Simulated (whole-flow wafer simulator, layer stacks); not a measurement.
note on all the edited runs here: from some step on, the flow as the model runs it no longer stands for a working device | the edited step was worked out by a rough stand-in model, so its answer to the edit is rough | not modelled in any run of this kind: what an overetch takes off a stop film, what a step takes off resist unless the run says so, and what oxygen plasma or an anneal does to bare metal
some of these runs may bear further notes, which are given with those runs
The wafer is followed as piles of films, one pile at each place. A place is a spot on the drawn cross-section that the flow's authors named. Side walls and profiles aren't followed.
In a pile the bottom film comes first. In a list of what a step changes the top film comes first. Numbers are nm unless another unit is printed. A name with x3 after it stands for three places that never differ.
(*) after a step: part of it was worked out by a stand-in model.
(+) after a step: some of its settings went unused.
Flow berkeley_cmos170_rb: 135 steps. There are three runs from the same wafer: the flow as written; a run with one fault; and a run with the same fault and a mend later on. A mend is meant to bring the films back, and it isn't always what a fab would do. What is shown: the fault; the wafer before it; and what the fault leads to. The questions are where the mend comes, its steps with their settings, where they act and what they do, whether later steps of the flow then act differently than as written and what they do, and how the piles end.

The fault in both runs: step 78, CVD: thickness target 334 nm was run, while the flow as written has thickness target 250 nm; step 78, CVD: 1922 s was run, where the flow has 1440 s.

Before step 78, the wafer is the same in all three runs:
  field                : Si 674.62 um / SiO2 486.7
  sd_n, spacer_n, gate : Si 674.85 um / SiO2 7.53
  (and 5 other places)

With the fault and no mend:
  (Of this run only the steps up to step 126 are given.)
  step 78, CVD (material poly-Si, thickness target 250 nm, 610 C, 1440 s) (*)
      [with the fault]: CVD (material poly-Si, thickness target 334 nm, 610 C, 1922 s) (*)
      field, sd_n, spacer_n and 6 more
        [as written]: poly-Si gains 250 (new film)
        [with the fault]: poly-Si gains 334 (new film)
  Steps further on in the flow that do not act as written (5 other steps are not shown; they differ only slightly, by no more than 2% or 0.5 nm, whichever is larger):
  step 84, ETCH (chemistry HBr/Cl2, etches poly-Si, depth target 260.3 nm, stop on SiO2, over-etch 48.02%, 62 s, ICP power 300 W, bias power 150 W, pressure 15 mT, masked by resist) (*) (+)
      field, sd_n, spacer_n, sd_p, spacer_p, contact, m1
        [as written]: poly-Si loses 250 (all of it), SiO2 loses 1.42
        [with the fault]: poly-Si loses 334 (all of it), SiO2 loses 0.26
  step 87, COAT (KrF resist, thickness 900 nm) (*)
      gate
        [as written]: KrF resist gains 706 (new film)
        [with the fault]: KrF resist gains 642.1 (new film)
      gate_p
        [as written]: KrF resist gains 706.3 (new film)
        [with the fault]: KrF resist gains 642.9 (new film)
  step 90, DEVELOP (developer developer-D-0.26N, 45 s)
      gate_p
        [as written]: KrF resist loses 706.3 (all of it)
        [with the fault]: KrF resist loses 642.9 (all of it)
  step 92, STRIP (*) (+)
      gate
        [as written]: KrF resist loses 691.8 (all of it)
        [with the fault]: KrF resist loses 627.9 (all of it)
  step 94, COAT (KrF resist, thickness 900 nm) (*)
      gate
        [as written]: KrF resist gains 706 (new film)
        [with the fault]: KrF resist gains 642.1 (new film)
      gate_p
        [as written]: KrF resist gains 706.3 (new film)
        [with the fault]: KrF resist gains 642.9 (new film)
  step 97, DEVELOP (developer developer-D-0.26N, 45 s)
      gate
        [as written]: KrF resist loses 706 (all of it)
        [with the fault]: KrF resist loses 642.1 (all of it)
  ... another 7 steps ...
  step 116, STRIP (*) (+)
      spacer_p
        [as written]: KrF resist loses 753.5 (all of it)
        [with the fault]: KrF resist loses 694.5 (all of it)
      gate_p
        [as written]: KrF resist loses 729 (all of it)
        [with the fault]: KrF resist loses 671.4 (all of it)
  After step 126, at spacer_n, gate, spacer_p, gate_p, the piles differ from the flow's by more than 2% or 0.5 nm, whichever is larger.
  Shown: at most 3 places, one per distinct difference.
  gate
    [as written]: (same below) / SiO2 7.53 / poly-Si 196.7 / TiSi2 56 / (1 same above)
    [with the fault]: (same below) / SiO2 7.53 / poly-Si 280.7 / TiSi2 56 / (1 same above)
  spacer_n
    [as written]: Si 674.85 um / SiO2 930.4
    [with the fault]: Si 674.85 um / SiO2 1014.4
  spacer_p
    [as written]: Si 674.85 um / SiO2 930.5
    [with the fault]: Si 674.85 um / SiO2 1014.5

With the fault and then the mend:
  The mend stands after step 78.
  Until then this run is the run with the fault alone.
  step 78a, ETCH (chemistry tmah, depth target 384.1 nm)
      field, sd_n, spacer_n and 6 more
        poly-Si loses 334 (all of it)
  step 78b, CLEAN (*) (the flow's step 74, run once more)
      alters no film at any place that is followed
  step 78c, CVD (material poly-Si, thickness target 250 nm, 610 C, 1440 s) (*) (the flow's step 78, run once more)
      field, sd_n, spacer_n and 6 more
        poly-Si gains 250 (new film)
  Later steps of the flow that are run all act as written at every place that is followed.
  By the end, the piles equal the flow's at every place that both follow.
